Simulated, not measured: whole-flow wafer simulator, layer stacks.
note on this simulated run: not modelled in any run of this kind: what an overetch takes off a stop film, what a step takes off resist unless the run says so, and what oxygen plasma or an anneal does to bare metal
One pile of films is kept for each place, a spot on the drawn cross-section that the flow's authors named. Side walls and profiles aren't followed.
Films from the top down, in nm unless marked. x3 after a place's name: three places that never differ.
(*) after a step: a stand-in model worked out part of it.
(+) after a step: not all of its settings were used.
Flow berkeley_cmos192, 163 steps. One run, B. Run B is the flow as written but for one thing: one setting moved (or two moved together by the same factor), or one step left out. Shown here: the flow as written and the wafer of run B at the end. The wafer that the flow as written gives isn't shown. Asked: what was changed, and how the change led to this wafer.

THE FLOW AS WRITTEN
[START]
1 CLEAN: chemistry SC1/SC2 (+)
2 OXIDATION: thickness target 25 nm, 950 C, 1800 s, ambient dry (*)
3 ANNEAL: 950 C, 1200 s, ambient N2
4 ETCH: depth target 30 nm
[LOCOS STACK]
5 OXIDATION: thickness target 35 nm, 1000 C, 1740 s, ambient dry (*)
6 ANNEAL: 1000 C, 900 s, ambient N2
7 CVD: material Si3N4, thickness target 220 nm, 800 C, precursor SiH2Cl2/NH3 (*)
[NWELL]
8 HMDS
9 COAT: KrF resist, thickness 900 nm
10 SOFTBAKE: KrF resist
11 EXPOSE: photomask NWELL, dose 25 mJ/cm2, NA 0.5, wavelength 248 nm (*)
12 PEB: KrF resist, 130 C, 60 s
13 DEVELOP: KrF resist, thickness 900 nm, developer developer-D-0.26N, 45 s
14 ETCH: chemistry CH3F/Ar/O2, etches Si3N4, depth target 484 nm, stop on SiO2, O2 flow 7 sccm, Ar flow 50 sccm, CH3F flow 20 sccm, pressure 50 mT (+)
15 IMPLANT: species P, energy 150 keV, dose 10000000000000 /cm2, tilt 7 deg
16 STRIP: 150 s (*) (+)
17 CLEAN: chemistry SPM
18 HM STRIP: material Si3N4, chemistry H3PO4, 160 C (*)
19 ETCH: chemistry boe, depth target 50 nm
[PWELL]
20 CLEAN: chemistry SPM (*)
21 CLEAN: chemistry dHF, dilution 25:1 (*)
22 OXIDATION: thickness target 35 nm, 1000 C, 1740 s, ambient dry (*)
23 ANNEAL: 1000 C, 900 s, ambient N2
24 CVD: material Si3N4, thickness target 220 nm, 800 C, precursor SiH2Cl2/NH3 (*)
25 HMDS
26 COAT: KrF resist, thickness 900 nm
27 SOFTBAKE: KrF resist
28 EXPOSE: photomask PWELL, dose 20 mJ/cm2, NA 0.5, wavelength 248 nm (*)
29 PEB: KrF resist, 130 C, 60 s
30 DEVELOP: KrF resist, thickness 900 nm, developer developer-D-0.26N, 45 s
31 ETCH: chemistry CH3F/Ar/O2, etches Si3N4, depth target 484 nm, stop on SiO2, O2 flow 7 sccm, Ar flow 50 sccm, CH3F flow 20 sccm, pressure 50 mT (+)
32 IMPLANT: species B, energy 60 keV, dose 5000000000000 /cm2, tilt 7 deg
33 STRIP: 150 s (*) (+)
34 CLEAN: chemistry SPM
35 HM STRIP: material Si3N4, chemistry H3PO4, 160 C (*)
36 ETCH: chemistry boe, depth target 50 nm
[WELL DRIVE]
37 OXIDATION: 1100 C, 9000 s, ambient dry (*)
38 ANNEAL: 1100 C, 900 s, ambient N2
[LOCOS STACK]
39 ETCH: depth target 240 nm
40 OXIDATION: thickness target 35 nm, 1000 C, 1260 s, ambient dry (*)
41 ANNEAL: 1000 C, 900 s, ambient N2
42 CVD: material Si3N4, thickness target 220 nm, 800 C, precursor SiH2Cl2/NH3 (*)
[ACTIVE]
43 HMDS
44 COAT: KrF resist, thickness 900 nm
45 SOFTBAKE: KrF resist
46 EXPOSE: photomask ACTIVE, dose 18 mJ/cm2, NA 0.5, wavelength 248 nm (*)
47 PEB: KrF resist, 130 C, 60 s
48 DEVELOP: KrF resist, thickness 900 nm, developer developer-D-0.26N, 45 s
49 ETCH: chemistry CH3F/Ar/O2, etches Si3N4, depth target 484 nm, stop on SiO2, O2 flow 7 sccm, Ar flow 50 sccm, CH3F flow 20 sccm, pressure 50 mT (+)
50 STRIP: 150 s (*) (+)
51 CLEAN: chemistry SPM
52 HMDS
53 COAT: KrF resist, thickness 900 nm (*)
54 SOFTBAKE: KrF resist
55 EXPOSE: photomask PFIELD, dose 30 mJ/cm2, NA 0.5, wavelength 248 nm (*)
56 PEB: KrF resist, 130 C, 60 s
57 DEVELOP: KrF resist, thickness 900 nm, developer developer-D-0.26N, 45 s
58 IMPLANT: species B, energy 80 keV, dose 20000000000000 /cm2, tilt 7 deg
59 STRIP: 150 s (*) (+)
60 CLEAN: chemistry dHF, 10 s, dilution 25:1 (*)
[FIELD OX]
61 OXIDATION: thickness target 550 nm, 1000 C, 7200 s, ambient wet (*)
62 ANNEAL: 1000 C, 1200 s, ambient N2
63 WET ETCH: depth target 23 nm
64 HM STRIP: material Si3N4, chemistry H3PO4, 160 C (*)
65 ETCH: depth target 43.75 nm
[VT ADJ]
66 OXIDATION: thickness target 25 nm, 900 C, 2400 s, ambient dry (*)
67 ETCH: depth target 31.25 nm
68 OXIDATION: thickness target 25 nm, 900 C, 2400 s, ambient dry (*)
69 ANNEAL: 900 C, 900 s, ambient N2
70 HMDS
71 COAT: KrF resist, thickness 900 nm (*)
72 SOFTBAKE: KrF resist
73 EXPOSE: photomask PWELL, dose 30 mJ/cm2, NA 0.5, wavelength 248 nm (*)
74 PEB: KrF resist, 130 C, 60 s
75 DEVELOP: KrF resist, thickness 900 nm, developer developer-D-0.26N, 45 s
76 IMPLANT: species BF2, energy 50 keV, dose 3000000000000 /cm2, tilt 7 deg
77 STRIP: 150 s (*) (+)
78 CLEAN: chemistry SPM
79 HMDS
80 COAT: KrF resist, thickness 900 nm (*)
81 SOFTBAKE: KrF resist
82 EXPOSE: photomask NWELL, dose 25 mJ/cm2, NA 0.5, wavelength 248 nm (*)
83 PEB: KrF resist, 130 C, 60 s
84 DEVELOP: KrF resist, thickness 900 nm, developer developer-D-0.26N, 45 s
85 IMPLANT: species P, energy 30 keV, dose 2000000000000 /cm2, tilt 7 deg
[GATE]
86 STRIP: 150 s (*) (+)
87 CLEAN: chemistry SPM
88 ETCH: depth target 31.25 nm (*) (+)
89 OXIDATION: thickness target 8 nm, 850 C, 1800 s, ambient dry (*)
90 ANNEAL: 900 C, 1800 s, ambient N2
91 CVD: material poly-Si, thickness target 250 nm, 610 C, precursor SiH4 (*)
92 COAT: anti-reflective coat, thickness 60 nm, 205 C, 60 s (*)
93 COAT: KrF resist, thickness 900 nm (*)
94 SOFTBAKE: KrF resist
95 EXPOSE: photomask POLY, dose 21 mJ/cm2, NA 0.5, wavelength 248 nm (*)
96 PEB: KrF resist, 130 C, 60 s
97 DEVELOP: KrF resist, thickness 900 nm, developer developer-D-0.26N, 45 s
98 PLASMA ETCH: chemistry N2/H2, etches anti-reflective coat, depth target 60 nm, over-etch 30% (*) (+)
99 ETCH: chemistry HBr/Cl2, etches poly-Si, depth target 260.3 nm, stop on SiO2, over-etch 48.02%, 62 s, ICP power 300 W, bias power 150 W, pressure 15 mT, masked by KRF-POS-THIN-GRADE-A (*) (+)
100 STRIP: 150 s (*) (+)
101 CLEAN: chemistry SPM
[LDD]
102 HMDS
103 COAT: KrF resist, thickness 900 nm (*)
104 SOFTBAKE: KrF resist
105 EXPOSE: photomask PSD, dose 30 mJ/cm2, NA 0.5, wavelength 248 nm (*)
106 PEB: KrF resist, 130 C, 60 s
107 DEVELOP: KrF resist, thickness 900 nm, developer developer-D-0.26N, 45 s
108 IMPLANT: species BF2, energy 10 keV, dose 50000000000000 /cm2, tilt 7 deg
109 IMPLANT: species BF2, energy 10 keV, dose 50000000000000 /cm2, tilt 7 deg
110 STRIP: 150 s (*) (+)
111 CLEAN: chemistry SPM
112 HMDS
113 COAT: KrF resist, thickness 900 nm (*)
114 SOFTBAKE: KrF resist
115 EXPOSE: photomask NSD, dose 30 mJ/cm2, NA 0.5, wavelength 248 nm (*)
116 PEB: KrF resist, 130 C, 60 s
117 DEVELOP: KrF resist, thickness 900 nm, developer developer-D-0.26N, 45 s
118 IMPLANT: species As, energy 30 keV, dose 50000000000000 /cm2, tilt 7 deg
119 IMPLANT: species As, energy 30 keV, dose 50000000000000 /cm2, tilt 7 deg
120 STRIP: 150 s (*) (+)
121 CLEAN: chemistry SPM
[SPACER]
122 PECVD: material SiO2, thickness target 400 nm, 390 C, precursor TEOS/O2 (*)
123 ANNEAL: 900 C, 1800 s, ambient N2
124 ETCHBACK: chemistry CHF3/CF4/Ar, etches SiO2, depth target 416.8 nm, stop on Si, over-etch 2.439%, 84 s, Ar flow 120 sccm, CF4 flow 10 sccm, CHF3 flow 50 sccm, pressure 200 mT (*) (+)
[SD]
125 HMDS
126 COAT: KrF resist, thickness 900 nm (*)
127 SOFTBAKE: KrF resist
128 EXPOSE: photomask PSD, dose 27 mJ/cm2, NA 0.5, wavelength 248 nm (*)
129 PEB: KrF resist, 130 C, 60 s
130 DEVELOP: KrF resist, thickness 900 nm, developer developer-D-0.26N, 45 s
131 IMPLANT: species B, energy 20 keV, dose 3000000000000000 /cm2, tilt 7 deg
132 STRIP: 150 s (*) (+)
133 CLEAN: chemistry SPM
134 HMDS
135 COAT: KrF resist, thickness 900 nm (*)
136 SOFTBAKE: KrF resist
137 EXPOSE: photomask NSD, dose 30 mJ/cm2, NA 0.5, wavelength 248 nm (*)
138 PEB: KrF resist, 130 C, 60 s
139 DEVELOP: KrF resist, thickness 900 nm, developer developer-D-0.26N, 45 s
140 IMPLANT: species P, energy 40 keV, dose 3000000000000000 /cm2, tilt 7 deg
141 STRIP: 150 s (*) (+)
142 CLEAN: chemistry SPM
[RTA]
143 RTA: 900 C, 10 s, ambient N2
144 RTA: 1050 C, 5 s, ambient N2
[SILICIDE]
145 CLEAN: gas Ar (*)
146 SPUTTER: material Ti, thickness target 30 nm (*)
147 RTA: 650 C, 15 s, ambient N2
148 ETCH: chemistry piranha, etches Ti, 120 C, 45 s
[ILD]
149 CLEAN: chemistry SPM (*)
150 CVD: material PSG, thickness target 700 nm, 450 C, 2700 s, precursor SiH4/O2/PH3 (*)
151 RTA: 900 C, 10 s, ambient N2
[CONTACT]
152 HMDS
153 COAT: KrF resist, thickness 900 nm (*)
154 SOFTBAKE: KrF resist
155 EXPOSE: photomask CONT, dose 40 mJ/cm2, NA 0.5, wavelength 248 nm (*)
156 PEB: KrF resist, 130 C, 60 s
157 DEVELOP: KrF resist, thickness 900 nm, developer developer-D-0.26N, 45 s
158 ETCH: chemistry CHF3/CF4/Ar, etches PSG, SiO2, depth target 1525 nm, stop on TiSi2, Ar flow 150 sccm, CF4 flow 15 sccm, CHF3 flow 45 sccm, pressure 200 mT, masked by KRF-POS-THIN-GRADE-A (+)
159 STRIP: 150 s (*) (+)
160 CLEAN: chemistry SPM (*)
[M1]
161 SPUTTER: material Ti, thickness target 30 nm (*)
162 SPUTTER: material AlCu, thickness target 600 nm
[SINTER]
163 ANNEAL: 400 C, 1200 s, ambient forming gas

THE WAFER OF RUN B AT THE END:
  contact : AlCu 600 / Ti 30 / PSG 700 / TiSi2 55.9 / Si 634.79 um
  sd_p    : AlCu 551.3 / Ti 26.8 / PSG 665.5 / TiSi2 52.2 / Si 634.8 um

The cause: step 158, ETCH: chemistry CHF3/CF4/Ar, etches PSG, SiO2, depth target 1525 nm, stop on TiSi2, Ar flow 150 sccm, CF4 flow 15 sccm, CHF3 flow 45 sccm, pressure 200 mT, masked by KRF-POS-THIN-GRADE-A (+), was left out.

How the change led to this, step by step:
  159 STRIP: 150 s (*) (+)
      field: KrF resist -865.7 (all of it) (as written it would be: KrF resist -671.6 (all of it))
      sd_n: KrF resist -986.4 (all of it) (as written it would be: KrF resist -792.3 (all of it))
      (and at 6 more places)
  161 SPUTTER: material Ti, thickness target 30 nm (*)
      contact: Ti +30 (new film) (as written it would be: Ti +21.1 (new film))
  162 SPUTTER: material AlCu, thickness target 600 nm
      contact: AlCu +600 (new film) (as written it would be: AlCu +410.9 (new film))
